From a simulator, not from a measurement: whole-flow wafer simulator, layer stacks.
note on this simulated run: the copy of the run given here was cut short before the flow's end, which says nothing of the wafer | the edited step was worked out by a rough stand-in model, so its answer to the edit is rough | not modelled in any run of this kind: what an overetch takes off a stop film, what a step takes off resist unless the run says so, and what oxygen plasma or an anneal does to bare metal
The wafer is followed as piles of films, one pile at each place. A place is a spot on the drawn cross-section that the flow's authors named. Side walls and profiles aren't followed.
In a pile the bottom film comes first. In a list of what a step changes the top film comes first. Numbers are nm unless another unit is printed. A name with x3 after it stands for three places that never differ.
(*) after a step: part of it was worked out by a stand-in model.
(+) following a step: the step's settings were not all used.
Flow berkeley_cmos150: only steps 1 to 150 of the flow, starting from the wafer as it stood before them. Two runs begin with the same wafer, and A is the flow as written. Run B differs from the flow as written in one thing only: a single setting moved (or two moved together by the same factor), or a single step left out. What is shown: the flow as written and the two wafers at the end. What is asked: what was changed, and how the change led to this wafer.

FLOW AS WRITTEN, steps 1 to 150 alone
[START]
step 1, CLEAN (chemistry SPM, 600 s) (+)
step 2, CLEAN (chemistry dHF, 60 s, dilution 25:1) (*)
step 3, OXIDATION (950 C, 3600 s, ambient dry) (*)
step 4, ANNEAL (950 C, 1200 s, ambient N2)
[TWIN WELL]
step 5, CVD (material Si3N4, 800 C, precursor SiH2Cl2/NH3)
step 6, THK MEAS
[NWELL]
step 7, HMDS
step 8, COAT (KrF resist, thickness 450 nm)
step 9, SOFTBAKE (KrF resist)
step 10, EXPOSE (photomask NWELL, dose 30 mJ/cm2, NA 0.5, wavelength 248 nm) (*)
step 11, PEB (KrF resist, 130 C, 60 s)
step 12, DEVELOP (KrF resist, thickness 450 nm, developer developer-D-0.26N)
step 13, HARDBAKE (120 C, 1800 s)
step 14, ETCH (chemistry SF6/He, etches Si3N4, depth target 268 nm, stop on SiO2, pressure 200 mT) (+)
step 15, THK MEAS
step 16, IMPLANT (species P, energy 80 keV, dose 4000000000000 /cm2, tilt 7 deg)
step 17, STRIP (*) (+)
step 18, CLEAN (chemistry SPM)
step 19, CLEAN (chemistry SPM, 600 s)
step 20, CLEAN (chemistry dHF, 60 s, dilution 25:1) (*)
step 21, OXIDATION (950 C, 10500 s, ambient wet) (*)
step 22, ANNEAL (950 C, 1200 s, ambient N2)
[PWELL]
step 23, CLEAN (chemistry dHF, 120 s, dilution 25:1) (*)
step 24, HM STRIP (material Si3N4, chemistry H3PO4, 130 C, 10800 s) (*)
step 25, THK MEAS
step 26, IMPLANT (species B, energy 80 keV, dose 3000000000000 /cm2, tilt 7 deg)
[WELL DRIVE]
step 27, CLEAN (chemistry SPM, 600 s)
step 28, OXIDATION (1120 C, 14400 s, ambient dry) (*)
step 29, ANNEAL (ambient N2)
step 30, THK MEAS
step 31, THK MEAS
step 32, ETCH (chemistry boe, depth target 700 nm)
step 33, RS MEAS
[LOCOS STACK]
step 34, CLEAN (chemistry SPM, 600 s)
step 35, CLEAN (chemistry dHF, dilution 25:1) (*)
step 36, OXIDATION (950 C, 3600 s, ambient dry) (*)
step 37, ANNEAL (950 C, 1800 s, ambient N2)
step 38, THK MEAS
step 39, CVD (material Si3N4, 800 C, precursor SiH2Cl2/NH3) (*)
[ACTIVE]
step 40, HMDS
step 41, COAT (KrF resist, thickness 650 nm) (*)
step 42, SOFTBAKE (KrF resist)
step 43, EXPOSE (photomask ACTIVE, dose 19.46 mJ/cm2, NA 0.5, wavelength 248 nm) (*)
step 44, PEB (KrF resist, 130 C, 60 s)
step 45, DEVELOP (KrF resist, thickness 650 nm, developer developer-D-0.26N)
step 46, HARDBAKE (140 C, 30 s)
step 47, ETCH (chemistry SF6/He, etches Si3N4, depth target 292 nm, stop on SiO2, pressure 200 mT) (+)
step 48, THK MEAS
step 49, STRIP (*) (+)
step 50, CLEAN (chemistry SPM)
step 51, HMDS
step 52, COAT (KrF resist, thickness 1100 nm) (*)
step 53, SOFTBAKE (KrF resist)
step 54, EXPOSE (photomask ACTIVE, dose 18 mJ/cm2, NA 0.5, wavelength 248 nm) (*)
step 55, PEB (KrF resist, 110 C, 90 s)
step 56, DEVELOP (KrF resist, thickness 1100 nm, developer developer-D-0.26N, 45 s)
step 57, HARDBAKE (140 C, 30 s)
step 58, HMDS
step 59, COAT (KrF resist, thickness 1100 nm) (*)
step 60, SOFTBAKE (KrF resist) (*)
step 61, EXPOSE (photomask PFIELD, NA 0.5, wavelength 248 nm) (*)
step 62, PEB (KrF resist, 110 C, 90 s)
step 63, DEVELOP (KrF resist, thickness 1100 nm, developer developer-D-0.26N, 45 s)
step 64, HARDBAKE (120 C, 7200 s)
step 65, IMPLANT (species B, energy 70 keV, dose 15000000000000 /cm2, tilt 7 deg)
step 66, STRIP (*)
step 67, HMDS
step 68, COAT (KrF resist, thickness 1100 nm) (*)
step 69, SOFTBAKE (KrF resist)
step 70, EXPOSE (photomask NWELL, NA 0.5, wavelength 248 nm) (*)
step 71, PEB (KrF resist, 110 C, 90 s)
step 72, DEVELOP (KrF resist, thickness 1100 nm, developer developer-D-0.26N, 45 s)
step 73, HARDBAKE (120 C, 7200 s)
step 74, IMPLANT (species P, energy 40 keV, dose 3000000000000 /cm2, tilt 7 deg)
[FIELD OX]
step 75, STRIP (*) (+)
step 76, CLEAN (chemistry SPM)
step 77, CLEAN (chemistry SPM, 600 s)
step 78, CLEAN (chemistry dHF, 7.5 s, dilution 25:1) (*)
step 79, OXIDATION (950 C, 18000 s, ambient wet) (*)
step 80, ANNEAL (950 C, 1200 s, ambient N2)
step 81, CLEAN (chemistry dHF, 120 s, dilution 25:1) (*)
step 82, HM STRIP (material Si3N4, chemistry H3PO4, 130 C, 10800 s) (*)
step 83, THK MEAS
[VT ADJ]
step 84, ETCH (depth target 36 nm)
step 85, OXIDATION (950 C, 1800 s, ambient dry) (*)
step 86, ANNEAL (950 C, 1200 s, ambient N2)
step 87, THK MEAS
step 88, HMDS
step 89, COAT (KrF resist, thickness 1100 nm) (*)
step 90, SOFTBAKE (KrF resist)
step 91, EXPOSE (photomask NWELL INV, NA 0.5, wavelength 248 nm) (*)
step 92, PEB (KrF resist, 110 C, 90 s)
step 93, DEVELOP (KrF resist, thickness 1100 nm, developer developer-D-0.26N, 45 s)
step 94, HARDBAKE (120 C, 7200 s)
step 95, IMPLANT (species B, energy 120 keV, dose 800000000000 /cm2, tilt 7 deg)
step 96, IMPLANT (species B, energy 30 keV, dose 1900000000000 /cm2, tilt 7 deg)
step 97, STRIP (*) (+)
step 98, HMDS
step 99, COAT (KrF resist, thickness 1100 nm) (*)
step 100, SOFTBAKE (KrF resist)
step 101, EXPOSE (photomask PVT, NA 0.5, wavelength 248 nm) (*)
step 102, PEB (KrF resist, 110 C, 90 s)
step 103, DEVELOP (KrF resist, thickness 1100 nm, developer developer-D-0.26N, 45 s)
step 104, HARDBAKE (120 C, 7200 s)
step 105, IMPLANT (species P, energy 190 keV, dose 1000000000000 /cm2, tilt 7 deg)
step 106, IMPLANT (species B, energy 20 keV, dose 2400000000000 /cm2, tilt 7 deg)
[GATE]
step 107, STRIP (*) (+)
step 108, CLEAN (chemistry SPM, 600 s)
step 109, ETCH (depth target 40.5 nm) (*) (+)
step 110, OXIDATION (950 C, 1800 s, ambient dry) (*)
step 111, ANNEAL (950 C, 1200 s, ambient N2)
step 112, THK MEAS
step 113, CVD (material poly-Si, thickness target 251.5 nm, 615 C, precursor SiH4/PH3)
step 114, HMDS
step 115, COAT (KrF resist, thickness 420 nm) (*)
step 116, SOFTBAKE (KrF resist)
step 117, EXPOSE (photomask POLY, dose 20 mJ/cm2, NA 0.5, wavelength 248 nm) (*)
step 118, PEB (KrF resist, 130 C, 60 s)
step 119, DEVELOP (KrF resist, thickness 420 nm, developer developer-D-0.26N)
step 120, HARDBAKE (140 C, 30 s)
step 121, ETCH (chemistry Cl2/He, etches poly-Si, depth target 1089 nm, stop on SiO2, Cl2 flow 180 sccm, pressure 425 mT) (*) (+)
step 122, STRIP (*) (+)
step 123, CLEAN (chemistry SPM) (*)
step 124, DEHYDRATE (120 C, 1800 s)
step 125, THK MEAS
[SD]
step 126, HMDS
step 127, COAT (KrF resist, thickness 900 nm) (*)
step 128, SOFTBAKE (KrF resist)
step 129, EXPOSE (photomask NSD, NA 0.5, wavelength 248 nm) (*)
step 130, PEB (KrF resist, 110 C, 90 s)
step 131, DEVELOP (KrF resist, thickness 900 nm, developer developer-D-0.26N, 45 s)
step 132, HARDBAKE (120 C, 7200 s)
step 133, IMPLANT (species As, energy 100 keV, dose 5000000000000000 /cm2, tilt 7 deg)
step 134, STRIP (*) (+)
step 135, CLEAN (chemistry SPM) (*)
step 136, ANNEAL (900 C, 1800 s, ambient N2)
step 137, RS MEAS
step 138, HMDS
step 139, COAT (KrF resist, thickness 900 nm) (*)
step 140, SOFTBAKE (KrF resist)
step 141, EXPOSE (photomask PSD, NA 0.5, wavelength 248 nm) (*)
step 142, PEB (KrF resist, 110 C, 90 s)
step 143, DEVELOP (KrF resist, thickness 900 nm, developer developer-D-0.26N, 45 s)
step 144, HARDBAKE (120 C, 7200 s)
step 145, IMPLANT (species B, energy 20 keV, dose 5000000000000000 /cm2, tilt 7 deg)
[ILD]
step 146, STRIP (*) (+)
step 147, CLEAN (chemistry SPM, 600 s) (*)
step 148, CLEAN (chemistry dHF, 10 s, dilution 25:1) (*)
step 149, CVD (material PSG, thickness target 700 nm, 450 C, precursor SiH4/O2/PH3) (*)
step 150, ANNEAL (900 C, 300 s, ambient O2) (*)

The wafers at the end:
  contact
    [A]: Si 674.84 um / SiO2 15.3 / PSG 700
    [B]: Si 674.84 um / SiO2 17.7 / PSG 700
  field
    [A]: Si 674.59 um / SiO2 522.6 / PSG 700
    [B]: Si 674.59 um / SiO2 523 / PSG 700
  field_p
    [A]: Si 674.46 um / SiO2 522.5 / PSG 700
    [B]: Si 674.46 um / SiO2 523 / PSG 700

What caused this: step 110, OXIDATION: 2160 s was run, whereas the flow has 1800 s.

How this came from the change, step by step:
  step 110, OXIDATION (950 C, 1800 s, ambient dry) (*)
      sd_n, gate_n, sd_p, gate_p, contact, m1: A SiO2 gains 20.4 (new film), Si loses 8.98 | B SiO2 gains 22.8 (new film), Si loses 10
